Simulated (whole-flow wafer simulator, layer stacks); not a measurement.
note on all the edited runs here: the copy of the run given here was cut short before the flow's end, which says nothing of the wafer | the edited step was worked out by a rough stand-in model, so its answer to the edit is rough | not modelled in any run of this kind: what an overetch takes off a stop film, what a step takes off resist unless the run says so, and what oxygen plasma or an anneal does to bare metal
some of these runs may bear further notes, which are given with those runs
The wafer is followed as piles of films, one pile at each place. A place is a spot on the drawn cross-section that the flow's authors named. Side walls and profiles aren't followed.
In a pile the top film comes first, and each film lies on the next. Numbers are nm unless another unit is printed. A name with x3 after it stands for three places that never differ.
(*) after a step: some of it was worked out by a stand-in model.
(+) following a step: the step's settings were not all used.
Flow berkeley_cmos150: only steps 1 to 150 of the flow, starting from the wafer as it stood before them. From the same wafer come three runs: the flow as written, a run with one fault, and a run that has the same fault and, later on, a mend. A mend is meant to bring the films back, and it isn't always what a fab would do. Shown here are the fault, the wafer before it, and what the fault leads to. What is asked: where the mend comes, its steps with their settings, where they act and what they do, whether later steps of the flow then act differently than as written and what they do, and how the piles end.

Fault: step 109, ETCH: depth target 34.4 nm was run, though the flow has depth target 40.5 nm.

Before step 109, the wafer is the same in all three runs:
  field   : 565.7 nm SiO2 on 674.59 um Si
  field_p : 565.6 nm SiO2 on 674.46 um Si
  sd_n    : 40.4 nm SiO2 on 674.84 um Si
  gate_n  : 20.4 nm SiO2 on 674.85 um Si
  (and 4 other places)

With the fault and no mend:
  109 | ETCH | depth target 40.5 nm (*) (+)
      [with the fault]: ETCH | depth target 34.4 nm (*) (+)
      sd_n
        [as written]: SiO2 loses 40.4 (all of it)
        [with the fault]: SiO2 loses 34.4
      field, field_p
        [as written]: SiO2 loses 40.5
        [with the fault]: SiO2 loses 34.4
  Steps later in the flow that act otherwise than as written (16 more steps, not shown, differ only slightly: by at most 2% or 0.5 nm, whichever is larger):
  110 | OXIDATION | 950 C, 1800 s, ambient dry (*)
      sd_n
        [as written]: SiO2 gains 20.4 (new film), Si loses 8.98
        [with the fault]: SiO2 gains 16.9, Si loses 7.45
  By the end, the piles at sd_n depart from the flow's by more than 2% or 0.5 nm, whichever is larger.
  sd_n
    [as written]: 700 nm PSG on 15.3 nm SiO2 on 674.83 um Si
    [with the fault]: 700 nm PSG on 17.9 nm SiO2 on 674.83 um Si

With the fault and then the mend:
  The mend follows step 109.
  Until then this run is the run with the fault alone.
  109a | ETCH | depth target 6.1 nm (the flow's step 109, run once more with other settings)
      field, field_p
        SiO2 loses 6.1
      sd_n
        SiO2 loses 6.04 (all of it)
  Every later step of the flow that is run acts as written, at every place that is followed, to within 2% or 0.5 nm, whichever is larger.
  At every place that both follow, the piles at the end match the flow's.
